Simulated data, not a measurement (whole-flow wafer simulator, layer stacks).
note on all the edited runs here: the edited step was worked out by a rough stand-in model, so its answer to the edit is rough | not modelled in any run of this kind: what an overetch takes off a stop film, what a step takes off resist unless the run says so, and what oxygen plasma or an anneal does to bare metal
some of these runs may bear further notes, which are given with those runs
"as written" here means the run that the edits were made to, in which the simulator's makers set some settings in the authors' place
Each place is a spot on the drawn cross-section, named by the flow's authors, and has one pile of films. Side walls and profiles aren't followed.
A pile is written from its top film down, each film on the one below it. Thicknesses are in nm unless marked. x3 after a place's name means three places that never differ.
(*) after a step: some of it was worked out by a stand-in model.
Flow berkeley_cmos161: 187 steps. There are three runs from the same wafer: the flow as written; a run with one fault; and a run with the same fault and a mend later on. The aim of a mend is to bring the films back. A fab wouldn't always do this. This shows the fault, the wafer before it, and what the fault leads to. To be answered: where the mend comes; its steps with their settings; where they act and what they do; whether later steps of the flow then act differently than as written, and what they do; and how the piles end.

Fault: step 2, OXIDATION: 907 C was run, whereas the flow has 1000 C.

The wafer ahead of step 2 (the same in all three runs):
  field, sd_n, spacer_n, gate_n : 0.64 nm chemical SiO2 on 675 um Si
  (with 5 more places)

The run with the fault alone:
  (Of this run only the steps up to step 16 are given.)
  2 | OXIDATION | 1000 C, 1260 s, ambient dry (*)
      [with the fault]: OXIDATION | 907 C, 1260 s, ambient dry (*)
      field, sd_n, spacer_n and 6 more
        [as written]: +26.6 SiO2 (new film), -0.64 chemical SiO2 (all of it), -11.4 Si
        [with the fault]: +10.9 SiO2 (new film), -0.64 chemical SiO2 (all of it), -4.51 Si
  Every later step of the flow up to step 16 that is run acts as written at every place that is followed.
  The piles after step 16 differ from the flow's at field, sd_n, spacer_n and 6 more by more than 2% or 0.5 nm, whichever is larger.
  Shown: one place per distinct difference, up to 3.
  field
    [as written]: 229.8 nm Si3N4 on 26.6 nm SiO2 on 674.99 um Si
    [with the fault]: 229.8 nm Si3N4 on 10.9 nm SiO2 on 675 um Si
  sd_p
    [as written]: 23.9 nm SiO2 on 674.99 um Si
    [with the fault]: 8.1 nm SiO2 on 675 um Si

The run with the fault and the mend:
  The mend follows step 3.
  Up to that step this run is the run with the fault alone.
  3a | ETCH | chemistry boe, depth target 12.45 nm
      field, sd_n, spacer_n and 6 more
        -10.9 SiO2 (all of it)
  3b | CLEAN | chemistry SC1/SC2 (*) (a further turn of the flow's step 1)
      field, sd_n, spacer_n and 6 more
        +0.6 chemical SiO2 (new film), -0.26 Si
  3c | OXIDATION | 1000 C, 1260 s, ambient dry (*) (a further turn of the flow's step 2)
      field, sd_n, spacer_n and 6 more
        +26.6 SiO2 (new film), -0.6 chemical SiO2 (all of it), -11.5 Si
  Every later step of the flow that is run acts as written at every place that is followed.
  At the end the piles are close to the flow's at the places that both follow, differing by at most 2% or 0.5 nm, whichever is larger.
